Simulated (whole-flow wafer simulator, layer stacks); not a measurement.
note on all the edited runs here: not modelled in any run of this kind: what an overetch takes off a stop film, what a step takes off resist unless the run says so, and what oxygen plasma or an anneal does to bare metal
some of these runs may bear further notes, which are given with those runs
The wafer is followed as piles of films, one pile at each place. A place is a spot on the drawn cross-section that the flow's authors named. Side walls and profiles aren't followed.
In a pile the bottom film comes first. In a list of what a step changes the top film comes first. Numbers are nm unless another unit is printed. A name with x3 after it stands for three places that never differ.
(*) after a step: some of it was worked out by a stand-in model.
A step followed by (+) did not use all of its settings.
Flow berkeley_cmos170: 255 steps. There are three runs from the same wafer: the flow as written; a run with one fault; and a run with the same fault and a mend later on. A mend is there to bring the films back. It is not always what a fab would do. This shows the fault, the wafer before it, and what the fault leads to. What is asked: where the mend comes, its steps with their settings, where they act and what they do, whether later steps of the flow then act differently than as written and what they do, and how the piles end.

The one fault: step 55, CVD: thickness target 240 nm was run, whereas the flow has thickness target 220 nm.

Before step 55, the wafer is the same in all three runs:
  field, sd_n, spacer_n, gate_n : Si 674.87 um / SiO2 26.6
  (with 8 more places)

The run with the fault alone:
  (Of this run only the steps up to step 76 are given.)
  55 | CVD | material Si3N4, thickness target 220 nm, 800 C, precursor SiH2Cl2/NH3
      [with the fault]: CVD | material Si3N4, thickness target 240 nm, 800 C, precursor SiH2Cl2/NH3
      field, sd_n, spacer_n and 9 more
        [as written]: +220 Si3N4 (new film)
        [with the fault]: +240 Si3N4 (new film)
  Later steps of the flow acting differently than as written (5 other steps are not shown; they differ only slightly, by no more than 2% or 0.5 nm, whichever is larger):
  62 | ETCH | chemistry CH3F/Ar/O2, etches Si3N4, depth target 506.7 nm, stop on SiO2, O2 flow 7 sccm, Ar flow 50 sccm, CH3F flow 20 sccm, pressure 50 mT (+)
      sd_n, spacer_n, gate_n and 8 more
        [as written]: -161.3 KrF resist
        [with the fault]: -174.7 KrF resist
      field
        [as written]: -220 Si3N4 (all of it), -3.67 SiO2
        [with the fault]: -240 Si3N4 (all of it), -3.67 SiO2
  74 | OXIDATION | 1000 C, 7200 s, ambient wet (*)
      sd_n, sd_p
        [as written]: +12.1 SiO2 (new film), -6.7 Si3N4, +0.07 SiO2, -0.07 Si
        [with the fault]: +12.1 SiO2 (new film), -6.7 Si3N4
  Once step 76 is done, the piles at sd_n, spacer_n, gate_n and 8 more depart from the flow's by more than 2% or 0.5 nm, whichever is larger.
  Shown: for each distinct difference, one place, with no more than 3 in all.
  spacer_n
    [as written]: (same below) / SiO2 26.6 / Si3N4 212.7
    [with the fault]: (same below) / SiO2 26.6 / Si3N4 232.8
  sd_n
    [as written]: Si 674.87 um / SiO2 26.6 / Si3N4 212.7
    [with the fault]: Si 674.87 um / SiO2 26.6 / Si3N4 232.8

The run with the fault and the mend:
  The mend follows step 55.
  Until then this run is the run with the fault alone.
  55a | ETCH | chemistry h3po4, depth target 276 nm
      field, sd_n, spacer_n and 9 more
        -240 Si3N4 (all of it)
  55b | CLEAN | chemistry SPM
      leaves every film unchanged at each place that is followed
  55c | CVD | material Si3N4, thickness target 220 nm, 800 C, precursor SiH2Cl2/NH3 (the flow's step 55, run once more)
      field, sd_n, spacer_n and 9 more
        +220 Si3N4 (new film)
  Later steps of the flow that are run all act as written at every place that is followed.
  At every place that both follow, the piles at the end match the flow's.
